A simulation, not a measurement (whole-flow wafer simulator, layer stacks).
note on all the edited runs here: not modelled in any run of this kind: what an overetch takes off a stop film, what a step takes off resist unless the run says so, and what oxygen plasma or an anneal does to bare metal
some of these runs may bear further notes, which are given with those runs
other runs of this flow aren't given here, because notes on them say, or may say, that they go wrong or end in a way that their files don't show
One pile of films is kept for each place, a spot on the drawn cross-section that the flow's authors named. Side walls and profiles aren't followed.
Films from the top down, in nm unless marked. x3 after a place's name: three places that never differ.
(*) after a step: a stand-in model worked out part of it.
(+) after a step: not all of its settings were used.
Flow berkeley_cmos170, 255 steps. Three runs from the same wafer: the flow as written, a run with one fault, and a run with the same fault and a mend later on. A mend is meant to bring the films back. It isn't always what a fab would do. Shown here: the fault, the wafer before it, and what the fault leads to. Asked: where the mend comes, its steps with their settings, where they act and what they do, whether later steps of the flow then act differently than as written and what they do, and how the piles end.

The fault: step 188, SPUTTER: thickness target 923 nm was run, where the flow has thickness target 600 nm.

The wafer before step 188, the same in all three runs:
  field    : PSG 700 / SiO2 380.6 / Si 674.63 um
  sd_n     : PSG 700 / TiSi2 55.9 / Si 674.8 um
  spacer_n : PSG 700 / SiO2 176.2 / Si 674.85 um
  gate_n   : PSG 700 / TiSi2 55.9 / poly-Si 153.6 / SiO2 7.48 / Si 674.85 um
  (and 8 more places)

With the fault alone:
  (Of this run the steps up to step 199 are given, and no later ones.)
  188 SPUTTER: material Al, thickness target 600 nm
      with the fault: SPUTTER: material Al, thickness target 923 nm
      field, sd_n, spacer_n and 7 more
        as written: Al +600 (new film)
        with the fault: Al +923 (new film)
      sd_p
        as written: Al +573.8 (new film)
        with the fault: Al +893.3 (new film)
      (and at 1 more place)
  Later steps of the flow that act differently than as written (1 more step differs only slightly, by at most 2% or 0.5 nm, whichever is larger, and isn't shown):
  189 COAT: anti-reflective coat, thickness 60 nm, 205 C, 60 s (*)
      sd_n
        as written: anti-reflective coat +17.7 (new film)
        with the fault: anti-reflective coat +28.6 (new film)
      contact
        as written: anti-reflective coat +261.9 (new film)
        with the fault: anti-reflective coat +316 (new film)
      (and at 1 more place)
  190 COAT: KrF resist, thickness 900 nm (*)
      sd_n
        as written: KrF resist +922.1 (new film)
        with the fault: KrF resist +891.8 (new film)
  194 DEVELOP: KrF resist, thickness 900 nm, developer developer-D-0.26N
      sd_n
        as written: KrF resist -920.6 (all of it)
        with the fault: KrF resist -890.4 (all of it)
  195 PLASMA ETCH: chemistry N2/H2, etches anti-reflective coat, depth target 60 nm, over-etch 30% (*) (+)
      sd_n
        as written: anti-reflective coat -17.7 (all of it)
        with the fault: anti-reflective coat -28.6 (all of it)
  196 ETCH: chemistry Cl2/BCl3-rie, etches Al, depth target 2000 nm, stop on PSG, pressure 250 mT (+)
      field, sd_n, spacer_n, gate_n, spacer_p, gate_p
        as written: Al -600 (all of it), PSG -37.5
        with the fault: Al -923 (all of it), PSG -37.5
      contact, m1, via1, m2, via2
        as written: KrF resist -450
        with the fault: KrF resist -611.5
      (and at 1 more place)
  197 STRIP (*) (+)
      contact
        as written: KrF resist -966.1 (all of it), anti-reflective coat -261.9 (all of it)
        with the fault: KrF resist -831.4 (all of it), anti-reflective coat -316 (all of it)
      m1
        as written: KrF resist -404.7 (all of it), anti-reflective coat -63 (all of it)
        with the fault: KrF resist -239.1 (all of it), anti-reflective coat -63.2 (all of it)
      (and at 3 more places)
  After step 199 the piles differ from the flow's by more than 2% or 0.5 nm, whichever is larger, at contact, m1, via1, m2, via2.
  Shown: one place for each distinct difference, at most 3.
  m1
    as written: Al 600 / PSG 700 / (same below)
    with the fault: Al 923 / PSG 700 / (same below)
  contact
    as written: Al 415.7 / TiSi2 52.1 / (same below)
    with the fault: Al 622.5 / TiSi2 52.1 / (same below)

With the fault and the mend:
  The mend comes after step 188.
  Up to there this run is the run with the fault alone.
  188a ETCH: chemistry al pan, depth target 1061 nm
      field, sd_n, spacer_n and 7 more
        Al -923 (all of it)
      sd_p
        Al -893.3 (all of it)
      contact
        Al -622.5 (all of it)
  188b SPUTTER: material Al, thickness target 600 nm (the flow's step 188 once more)
      field, sd_n, spacer_n and 7 more
        Al +600 (new film)
      sd_p
        Al +573.8 (new film)
      contact
        Al +415.7 (new film)
  No later step of the flow acts differently than as written at any place that is followed.
  At the end the piles are the same as the flow's at every place that both follow.
